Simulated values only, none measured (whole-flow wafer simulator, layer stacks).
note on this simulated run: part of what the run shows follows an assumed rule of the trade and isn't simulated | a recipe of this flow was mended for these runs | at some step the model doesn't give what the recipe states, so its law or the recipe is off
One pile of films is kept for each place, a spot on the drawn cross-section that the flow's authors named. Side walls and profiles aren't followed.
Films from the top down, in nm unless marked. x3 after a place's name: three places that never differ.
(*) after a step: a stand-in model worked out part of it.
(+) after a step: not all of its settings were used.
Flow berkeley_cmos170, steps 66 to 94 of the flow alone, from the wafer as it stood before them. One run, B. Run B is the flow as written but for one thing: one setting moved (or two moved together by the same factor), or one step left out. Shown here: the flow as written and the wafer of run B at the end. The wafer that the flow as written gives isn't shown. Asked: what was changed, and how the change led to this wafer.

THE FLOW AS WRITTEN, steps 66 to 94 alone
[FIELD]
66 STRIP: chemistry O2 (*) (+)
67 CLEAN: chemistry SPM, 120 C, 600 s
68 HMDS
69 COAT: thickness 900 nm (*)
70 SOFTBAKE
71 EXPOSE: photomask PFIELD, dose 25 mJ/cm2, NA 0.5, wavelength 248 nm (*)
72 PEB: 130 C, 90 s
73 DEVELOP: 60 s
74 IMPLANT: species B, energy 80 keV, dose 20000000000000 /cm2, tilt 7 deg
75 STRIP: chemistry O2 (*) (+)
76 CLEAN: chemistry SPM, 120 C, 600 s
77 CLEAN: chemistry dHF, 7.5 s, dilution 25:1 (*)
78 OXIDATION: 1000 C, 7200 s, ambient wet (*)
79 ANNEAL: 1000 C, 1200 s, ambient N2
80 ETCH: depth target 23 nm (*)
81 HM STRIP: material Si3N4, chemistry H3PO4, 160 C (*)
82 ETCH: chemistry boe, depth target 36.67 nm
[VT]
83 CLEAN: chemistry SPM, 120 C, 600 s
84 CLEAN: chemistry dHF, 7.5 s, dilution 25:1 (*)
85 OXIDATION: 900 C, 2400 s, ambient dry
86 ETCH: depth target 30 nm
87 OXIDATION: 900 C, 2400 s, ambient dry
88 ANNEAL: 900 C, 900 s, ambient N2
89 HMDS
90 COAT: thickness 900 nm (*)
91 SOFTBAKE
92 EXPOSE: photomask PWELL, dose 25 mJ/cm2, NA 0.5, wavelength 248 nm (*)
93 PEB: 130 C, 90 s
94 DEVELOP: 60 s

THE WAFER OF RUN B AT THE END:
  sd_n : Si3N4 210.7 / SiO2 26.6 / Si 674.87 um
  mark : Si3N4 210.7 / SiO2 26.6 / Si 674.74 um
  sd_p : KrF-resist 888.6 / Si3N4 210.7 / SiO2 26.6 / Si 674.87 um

The cause: step 80, ETCH: depth target 8 nm was run, where the flow has depth target 23 nm.

How the change led to this, step by step:
  80 ETCH: depth target 23 nm (*)
      mark, sd_n, spacer_n and 9 more: SiO2 -8 (as written it would be: SiO2 -12.1 (all of it), Si3N4 -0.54)
      field: SiO2 -8 (as written it would be: SiO2 -23)
  81 HM STRIP: material Si3N4, chemistry H3PO4, 160 C (*)
      mark, sd_n, spacer_n and 9 more: nothing (as written it would be: Si3N4 -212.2 (all of it), SiO2 -11.1)
      field: nothing (as written it would be: SiO2 -17.7)
  82 ETCH: chemistry boe, depth target 36.67 nm
      mark, sd_n, spacer_n and 9 more: SiO2 -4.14 (all of it), Si3N4 -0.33 (as written it would be: SiO2 -15.5 (all of it))
  83 CLEAN: chemistry SPM, 120 C, 600 s
      mark, sd_n, spacer_n and 9 more: nothing (as written it would be: chemical SiO2 +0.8 (new film), Si -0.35)
  84 CLEAN: chemistry dHF, 7.5 s, dilution 25:1 (*)
      mark, sd_n, spacer_n and 9 more: Si3N4 -0.21 (as written it would be: chemical SiO2 -0.8 (all of it))
  85 OXIDATION: 900 C, 2400 s, ambient dry
      mark, sd_n, spacer_n and 9 more: nothing (as written it would be: SiO2 +14.9 (new film), Si -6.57)
  86 ETCH: depth target 30 nm
      mark, sd_n, spacer_n and 9 more: Si3N4 -1.5 (as written it would be: SiO2 -14.9 (all of it))
  87 OXIDATION: 900 C, 2400 s, ambient dry
      mark, sd_n, spacer_n and 9 more: nothing (as written it would be: SiO2 +14.9 (new film), Si -6.57)
  90 COAT: thickness 900 nm (*)
      field: KrF-resist +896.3 (new film) (as written it would be: KrF-resist +840.6 (new film))
      sd_n: KrF-resist +906.3 (new film) (as written it would be: KrF-resist +1004.6 (new film))
      (and at 10 more places)
  94 DEVELOP: 60 s
      field: KrF-resist -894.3 (all of it) (as written it would be: KrF-resist -838.8 (all of it))
      sd_n: KrF-resist -904.3 (all of it) (as written it would be: KrF-resist -1002.3 (all of it))
      (and at 7 more places)
